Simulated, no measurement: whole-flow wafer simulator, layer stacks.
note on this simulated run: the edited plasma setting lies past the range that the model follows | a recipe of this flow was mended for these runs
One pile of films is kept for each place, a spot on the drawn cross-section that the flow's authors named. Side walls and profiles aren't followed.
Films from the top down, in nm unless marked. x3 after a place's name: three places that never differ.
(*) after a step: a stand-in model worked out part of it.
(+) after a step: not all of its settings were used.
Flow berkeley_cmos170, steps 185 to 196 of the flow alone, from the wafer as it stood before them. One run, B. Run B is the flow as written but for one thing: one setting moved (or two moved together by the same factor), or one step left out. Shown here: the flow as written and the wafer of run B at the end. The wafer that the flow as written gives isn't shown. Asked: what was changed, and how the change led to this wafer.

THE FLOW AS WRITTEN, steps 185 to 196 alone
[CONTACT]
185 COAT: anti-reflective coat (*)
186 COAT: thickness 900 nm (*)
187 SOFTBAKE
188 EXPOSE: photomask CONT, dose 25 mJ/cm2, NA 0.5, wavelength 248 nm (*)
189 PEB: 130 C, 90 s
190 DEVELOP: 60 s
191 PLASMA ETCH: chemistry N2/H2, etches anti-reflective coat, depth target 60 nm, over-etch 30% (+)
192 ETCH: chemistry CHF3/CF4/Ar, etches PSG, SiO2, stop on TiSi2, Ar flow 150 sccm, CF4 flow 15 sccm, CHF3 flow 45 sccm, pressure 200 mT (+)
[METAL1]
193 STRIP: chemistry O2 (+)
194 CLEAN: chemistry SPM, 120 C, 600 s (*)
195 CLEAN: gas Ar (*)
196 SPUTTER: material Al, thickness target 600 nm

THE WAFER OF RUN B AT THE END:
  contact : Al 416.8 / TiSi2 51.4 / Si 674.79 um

The cause: step 192, ETCH: Ar flow 60 sccm was run, where the flow has Ar flow 150 sccm.

How the change led to this, step by step:
  192 ETCH: chemistry CHF3/CF4/Ar, etches PSG, SiO2, stop on TiSi2, Ar flow 150 sccm, CF4 flow 15 sccm, CHF3 flow 45 sccm, pressure 200 mT (+)
      field, mark, sd_n and 9 more: KrF-resist -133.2 (as written it would be: KrF-resist -193.9)
      contact: PSG -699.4 (all of it), TiSi2 -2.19 (as written it would be: PSG -699.4 (all of it), TiSi2 -3.81)
  193 STRIP: chemistry O2 (+)
      field: KrF-resist -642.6 (all of it), anti-reflective coat -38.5 (all of it) (as written it would be: KrF-resist -581.9 (all of it), anti-reflective coat -38.5 (all of it))
      mark: KrF-resist -655.5 (all of it), anti-reflective coat -60 (all of it) (as written it would be: KrF-resist -594.8 (all of it), anti-reflective coat -60 (all of it))
      (and at 10 more places)
